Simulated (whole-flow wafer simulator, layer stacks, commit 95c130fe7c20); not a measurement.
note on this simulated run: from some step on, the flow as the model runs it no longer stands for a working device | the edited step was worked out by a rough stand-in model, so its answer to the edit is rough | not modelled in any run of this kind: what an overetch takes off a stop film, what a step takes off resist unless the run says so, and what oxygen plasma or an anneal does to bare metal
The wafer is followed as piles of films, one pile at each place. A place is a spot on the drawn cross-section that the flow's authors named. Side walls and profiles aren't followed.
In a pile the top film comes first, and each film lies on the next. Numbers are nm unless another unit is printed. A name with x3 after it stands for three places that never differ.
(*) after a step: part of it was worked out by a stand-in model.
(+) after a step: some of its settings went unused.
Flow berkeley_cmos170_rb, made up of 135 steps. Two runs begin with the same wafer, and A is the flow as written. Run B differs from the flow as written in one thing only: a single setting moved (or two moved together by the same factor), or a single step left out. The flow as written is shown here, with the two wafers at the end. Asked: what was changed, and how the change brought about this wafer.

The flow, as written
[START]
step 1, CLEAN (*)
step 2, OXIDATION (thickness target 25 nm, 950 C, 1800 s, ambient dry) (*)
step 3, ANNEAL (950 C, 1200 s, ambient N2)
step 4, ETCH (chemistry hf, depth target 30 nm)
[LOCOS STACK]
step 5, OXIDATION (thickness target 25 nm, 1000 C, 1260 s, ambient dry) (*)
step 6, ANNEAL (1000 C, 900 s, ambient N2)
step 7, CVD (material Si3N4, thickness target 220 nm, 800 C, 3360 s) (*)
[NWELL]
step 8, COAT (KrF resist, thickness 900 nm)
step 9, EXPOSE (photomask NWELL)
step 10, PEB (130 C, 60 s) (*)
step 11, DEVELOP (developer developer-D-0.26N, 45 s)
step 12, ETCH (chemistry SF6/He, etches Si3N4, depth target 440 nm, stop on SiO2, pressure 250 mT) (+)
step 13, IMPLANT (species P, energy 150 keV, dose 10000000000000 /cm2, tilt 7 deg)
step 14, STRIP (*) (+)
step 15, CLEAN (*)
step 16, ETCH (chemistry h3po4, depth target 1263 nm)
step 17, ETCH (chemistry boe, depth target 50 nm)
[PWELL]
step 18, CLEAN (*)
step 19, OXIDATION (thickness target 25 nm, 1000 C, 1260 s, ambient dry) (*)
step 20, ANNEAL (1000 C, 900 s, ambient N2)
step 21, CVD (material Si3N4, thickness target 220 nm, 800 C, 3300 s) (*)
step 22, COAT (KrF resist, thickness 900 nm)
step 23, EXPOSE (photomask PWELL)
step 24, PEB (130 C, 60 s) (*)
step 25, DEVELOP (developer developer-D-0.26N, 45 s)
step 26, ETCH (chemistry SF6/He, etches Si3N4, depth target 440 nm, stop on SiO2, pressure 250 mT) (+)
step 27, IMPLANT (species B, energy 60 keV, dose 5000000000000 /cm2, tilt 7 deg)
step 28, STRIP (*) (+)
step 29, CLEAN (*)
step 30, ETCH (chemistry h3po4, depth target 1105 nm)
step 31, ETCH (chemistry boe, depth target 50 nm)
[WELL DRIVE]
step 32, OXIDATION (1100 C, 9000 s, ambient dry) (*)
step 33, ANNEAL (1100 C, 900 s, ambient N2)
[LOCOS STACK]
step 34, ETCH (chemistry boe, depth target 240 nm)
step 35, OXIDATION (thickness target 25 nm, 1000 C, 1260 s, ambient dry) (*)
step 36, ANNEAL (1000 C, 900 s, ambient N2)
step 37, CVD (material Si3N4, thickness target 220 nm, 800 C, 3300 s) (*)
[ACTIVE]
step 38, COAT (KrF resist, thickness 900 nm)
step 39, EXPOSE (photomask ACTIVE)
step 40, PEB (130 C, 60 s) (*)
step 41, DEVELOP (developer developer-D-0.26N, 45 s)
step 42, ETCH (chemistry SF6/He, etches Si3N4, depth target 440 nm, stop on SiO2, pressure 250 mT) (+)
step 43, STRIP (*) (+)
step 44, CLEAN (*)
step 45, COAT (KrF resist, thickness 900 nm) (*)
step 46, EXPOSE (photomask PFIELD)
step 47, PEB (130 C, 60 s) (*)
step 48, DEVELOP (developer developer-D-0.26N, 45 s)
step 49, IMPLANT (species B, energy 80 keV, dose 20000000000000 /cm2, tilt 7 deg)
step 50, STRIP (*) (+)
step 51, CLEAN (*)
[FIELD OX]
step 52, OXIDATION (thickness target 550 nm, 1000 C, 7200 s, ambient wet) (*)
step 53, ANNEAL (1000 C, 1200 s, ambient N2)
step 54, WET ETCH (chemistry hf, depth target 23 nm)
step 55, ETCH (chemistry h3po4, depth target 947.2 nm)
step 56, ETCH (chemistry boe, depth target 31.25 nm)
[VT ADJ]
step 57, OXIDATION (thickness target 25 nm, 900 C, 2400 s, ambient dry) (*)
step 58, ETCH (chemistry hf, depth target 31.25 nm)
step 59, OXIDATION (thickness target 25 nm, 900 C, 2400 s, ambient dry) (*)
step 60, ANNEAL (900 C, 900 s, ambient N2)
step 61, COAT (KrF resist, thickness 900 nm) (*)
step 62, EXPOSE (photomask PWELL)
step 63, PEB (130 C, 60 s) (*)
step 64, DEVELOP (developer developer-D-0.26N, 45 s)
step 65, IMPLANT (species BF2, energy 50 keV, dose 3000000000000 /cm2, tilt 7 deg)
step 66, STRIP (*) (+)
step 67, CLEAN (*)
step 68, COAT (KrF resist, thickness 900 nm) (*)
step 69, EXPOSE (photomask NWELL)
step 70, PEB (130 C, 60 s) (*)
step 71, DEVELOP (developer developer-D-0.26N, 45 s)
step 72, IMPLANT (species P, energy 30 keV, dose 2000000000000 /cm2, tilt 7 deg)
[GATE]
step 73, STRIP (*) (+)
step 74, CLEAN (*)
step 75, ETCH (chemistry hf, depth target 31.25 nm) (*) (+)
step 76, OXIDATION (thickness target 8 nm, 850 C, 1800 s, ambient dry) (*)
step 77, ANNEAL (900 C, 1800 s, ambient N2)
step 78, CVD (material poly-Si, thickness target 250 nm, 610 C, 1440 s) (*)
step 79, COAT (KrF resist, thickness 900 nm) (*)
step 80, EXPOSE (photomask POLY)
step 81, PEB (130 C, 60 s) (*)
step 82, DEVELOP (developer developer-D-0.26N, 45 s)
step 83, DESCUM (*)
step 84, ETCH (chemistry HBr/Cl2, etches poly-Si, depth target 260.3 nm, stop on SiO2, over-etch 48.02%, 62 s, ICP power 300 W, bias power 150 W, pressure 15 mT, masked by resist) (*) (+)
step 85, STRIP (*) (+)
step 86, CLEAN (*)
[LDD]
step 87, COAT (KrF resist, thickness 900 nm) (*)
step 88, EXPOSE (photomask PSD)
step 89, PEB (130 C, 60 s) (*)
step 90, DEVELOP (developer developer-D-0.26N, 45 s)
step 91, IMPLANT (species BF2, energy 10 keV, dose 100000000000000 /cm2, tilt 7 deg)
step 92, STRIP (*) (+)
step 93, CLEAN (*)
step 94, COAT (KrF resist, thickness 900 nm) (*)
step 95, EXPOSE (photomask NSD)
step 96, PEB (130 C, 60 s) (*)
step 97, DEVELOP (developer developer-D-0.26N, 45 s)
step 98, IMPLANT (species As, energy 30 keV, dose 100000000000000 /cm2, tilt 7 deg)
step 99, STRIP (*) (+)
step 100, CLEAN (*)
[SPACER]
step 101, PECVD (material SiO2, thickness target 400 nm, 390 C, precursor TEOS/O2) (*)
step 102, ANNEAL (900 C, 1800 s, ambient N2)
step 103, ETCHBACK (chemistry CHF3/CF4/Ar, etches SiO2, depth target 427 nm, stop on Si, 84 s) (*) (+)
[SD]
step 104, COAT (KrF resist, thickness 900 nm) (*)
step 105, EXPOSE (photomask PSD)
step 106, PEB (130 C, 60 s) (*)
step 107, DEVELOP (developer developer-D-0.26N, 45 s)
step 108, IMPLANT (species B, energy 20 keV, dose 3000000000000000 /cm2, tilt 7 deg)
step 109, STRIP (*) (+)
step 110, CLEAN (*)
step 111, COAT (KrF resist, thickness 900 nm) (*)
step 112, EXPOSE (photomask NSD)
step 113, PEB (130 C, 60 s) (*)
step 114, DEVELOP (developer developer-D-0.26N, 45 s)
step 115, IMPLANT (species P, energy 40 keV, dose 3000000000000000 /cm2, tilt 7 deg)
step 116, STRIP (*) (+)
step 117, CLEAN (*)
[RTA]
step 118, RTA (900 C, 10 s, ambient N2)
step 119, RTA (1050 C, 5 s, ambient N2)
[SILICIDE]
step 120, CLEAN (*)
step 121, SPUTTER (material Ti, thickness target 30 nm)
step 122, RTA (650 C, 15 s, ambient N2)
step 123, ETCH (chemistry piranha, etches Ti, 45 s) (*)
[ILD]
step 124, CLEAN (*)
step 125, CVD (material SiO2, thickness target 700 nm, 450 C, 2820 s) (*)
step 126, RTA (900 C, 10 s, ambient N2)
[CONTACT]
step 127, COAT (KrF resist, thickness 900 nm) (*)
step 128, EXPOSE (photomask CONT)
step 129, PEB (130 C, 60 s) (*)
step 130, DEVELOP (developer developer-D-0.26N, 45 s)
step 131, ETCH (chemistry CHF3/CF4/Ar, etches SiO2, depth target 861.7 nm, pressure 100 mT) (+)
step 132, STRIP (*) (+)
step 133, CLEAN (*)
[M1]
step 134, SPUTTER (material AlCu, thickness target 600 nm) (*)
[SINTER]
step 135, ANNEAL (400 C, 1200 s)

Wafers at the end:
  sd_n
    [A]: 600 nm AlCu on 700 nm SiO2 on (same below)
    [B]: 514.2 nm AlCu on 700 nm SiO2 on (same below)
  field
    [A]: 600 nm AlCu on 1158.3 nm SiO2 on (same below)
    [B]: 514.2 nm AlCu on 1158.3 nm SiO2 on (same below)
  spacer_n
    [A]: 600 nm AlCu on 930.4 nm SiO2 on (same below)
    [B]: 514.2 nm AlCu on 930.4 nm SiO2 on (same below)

What caused this: step 134, SPUTTER: thickness target 514.2 nm was run, whereas the flow has thickness target 600 nm.
The wafer itself shows it: sd_n has AlCu 514.2, and step 134 as written asks for 600 nm.

The path from the change to this, step by step:
  step 134, SPUTTER (material AlCu, thickness target 600 nm) (*)
      field, sd_n, spacer_n, gate, spacer_p, gate_p, m1: A AlCu gains 600 (new film) | B AlCu gains 514.2 (new film)
      sd_p: A AlCu gains 545.9 (new film) | B AlCu gains 464.4 (new film)
      (and at 1 other place as well)
